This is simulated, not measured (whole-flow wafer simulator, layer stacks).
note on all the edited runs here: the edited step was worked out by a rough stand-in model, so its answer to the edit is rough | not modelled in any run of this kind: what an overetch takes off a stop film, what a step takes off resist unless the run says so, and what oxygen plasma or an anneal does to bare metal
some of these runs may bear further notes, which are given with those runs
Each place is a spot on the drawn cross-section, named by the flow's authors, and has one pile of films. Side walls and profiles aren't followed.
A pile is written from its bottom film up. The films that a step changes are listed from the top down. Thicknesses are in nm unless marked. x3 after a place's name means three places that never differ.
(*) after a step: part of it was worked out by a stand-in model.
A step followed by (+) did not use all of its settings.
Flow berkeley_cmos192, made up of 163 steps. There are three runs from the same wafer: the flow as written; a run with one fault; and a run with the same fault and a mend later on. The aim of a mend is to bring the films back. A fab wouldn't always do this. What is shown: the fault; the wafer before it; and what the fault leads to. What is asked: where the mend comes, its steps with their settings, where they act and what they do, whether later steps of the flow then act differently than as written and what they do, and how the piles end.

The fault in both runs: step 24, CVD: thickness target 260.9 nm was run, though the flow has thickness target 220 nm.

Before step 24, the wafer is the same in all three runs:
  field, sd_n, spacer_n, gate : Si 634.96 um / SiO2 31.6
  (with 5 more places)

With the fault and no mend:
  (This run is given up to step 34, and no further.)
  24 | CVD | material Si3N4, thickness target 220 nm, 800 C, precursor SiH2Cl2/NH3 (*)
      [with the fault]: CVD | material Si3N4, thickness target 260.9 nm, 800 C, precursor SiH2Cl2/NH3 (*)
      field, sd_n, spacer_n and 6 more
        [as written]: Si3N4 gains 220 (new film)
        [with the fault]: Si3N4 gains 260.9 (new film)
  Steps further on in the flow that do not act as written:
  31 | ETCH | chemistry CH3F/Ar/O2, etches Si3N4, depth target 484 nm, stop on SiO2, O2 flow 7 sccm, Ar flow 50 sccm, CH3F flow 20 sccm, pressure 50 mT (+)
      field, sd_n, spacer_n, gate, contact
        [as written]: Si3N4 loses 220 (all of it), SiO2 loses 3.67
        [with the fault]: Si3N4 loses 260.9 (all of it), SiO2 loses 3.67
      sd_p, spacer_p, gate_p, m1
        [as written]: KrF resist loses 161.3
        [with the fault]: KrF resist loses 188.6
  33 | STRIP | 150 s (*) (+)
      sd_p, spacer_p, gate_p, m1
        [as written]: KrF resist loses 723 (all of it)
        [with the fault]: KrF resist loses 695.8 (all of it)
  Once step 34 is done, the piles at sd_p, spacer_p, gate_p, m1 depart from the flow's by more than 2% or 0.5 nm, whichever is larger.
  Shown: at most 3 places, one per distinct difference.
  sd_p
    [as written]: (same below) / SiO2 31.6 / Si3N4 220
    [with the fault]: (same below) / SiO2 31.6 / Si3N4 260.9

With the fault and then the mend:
  The mend stands after step 24.
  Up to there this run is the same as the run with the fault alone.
  24a | ETCH | chemistry h3po4, depth target 40.9 nm
      field, sd_n, spacer_n and 6 more
        Si3N4 loses 40.9
  None of the later steps of the flow acts differently than as written at any place that is followed.
  By the end, the piles equal the flow's at every place that both follow.
